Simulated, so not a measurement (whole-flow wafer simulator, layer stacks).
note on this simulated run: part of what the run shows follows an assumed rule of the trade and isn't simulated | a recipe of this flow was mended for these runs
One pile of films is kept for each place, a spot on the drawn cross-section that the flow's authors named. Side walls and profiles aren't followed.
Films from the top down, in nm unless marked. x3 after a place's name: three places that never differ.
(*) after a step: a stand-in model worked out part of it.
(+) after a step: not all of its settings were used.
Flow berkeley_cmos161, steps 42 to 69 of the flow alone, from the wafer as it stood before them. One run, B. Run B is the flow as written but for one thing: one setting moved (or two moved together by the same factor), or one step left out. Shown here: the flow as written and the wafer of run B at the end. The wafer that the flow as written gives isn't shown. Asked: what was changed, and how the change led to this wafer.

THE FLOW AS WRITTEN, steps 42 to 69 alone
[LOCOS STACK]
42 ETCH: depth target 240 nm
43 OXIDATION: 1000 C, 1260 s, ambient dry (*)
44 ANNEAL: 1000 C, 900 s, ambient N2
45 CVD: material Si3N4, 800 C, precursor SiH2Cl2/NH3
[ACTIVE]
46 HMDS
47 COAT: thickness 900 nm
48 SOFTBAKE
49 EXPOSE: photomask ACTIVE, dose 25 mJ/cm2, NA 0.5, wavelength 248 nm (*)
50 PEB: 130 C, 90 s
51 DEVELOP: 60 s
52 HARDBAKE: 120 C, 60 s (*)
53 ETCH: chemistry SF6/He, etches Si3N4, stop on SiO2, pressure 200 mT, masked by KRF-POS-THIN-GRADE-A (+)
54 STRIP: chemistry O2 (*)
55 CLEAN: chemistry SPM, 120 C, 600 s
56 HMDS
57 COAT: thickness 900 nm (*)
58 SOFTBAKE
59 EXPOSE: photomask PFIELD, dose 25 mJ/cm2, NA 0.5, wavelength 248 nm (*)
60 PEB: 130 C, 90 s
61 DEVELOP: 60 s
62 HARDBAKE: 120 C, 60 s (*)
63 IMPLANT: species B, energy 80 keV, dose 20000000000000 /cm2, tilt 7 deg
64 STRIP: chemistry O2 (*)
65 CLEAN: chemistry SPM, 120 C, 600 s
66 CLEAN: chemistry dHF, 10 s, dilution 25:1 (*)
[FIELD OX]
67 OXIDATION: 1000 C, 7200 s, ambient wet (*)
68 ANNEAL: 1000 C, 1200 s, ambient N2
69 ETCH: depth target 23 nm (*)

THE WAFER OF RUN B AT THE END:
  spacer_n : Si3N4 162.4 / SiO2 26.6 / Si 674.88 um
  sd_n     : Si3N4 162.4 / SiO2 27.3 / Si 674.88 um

The cause: step 45, CVD: 788 C was run, where the flow has 800 C.

How the change led to this, step by step:
  45 CVD: material Si3N4, 800 C, precursor SiH2Cl2/NH3
      field, sd_n, spacer_n and 6 more: Si3N4 +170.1 (new film) (as written it would be: Si3N4 +194.4 (new film))
  53 ETCH: chemistry SF6/He, etches Si3N4, stop on SiO2, pressure 200 mT, masked by KRF-POS-THIN-GRADE-A (+)
      sd_n, spacer_n, gate_n, sd_p, spacer_p, gate_p, contact, m1: KrF-resist -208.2 (as written it would be: KrF-resist -234.7)
      field: Si3N4 -170.1 (all of it), SiO2 -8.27 (as written it would be: Si3N4 -194.4 (all of it), SiO2 -8.27)
  54 STRIP: chemistry O2 (*)
      sd_n, spacer_n, gate_n, sd_p, spacer_p, gate_p, contact, m1: KrF-resist -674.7 (all of it) (as written it would be: KrF-resist -648.2 (all of it))
  67 OXIDATION: 1000 C, 7200 s, ambient wet (*)
      sd_n, sd_p: SiO2 +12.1 (new film), Si3N4 -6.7, SiO2 +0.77, Si -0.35 (as written it would be: SiO2 +12.1 (new film), Si3N4 -6.7, SiO2 +0.25, Si -0.15)
